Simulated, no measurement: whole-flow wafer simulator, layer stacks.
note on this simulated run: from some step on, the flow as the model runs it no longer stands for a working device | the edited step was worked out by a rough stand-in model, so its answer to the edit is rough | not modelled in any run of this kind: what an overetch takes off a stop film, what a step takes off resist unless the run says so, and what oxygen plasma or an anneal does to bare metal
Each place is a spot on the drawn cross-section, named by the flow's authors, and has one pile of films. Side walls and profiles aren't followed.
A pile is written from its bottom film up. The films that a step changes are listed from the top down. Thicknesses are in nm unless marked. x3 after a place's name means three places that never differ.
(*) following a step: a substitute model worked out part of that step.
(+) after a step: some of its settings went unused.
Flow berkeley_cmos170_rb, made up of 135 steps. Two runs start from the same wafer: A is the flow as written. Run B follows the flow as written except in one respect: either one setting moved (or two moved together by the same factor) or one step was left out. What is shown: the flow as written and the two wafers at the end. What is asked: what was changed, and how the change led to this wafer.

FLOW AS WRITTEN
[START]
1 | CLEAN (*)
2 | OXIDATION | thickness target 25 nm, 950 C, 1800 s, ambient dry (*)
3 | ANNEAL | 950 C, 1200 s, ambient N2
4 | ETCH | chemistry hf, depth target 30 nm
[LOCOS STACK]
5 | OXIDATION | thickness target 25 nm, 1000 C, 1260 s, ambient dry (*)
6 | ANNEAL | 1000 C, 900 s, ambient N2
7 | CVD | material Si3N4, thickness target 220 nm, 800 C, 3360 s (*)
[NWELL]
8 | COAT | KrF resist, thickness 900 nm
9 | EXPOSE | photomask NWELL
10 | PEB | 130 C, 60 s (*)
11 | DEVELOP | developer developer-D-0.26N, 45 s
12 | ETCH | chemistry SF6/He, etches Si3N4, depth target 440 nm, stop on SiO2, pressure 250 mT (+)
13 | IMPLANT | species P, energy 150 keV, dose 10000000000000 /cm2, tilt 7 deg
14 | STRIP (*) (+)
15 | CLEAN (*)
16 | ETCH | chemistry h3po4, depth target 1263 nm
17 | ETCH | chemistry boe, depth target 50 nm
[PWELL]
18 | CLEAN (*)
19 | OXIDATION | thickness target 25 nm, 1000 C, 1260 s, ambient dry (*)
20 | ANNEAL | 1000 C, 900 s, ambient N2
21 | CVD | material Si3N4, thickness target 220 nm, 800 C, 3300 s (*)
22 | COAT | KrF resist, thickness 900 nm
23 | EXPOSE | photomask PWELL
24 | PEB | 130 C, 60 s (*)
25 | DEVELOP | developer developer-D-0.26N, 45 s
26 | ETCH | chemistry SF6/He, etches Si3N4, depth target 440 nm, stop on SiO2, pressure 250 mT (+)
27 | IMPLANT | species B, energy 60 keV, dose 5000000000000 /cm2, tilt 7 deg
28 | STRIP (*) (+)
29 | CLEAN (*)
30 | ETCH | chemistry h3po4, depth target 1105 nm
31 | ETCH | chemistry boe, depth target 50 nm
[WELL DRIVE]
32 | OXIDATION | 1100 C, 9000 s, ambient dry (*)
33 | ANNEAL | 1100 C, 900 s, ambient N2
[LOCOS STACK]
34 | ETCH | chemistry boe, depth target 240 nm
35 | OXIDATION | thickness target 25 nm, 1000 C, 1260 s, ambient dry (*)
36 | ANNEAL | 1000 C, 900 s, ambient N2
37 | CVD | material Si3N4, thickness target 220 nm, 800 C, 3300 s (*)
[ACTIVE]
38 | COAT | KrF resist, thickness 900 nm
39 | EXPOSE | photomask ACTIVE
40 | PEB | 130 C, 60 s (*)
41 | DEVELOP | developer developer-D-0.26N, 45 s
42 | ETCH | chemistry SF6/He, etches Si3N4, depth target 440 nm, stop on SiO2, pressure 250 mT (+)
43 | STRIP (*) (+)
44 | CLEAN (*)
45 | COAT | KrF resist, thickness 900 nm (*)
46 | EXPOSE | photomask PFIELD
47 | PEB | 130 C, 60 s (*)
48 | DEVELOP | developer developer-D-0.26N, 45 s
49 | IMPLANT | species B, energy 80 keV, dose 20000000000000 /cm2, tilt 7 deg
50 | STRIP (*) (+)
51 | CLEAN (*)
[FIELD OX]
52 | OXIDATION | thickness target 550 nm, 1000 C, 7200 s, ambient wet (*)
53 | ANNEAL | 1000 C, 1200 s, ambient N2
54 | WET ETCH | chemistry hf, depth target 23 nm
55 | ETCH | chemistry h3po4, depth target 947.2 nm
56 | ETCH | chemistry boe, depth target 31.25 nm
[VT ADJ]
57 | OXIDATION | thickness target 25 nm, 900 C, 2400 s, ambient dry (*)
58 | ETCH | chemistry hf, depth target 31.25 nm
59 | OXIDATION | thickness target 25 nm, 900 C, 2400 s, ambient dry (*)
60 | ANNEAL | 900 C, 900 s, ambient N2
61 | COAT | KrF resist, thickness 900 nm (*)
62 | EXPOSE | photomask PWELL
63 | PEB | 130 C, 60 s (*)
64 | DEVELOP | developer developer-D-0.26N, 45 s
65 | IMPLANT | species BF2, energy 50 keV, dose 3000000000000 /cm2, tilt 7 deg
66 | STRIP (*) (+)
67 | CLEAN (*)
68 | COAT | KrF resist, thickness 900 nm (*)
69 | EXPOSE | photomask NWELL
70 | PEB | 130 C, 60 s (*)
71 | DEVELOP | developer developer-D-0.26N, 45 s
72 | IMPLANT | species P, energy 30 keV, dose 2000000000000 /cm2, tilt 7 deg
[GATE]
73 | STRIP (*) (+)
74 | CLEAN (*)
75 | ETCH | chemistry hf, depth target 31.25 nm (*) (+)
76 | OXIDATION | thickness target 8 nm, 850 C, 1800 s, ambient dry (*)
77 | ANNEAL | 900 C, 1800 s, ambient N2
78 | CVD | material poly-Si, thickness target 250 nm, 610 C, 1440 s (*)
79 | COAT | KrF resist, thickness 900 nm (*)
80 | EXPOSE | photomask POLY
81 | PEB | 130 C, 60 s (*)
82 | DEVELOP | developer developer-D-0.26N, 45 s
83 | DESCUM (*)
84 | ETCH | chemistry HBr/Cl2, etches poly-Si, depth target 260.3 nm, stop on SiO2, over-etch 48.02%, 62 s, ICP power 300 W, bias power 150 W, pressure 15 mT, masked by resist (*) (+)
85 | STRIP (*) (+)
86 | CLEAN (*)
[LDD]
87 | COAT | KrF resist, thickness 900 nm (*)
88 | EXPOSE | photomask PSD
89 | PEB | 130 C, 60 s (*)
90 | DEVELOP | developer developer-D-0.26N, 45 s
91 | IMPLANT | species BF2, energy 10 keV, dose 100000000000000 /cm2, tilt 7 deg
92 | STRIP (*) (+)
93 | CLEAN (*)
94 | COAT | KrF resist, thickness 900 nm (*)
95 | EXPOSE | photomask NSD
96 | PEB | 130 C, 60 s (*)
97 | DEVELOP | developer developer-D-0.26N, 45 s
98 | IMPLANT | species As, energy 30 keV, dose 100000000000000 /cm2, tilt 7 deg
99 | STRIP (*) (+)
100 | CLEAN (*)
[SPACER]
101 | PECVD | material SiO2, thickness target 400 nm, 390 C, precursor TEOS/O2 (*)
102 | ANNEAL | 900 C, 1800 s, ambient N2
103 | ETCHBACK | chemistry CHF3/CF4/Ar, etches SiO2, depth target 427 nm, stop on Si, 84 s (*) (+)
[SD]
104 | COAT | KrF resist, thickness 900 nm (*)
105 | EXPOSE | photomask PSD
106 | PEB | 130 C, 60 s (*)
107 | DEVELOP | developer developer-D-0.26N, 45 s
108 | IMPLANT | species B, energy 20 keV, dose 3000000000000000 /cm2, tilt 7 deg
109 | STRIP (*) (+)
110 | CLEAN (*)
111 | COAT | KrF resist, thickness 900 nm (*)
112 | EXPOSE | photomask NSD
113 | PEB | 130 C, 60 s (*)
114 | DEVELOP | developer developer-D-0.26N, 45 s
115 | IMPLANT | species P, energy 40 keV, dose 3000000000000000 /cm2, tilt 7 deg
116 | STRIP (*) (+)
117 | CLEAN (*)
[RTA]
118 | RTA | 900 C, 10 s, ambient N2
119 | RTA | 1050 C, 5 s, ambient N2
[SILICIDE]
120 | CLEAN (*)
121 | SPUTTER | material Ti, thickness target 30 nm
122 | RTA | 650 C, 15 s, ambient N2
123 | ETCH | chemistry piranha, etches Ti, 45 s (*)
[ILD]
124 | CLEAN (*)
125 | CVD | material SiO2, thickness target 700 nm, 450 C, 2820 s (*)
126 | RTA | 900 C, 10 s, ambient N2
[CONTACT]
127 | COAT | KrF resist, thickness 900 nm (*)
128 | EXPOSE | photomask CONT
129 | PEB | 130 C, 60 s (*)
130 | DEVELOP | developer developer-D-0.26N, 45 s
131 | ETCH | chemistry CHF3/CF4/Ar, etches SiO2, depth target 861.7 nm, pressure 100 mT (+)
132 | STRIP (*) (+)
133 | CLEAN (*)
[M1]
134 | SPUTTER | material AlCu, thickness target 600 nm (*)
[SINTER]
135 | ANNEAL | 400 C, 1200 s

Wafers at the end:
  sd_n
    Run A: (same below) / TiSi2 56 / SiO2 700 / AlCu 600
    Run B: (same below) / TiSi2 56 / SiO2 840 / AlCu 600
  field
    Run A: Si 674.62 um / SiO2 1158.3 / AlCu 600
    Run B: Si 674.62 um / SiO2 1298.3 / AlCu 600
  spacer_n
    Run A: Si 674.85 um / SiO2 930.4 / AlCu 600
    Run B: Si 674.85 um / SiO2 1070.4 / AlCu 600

The reason: step 125, CVD: 3384 s was run, while the flow as written has 2820 s.

How this came from the change, step by step:
  125 | CVD | material SiO2, thickness target 700 nm, 450 C, 2820 s (*)
      sd_n, gate, sd_p, gate_p, contact, m1: A +700 SiO2 (new film) | B +840 SiO2 (new film)
      field, spacer_n, spacer_p: A +700 SiO2 | B +840 SiO2
  131 | ETCH | chemistry CHF3/CF4/Ar, etches SiO2, depth target 861.7 nm, pressure 100 mT (+)
      contact: A -700 SiO2 (all of it), -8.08 TiSi2 | B -840 SiO2 (all of it), -1.08 TiSi2
  134 | SPUTTER | material AlCu, thickness target 600 nm (*)
      contact: A +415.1 AlCu (new film) | B +383.9 AlCu (new film)
